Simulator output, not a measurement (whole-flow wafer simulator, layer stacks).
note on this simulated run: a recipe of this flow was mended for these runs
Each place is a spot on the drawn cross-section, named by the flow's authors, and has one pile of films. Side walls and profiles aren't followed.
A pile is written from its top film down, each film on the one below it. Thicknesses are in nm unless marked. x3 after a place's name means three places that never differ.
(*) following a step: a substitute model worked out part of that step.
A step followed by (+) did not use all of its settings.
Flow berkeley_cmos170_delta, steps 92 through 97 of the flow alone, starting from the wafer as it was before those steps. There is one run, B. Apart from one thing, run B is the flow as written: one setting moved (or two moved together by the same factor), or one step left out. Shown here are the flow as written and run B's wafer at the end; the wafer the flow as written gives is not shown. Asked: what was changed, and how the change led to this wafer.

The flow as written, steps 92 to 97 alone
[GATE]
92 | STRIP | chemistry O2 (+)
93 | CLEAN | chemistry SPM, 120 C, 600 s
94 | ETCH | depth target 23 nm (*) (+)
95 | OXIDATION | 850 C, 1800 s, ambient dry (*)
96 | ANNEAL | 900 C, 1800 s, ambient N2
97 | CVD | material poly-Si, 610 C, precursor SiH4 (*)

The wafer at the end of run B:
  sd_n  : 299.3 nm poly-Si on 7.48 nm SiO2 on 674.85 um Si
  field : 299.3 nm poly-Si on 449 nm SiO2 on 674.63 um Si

The reason: step 97, CVD: 619 C was run, whereas the flow has 610 C.

The path from the change to this, step by step:
  97 | CVD | material poly-Si, 610 C, precursor SiH4 (*)
      field, sd_n, spacer_n, gate, sd_p, spacer_p x2, contact, m1: poly-Si gains 299.3 (new film) (it would be, as written: poly-Si gains 250 (new film))
